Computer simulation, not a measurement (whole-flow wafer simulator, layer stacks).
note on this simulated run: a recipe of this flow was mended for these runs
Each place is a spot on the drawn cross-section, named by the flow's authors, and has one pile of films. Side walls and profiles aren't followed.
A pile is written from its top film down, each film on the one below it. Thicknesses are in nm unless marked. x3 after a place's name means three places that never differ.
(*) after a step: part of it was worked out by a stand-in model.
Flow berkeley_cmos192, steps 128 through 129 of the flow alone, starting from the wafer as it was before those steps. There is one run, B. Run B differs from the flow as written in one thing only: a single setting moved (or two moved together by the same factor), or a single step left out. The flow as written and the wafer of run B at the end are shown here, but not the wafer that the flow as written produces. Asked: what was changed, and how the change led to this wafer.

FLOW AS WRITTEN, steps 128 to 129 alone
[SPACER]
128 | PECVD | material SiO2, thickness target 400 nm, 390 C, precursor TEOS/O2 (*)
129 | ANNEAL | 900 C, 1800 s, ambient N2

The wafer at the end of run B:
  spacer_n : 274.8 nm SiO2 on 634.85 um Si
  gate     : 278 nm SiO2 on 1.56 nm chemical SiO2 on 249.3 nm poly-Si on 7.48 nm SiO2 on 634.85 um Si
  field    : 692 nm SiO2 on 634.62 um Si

The reason: step 128, PECVD: thickness target 278 nm was run, while the flow as written has thickness target 400 nm.
The wafer lets one read it off: gate has SiO2 278, and step 128 as written asks for 400 nm.

The path from the change to this, step by step:
  128 | PECVD | material SiO2, thickness target 400 nm, 390 C, precursor TEOS/O2 (*)
      field, sd_n, contact, m1: +278 SiO2 (as written it would have been: +400 SiO2)
      spacer_n, sd_p, spacer_p: +269 SiO2 (as written it would have been: +386.5 SiO2)
      (and at 2 other places as well)
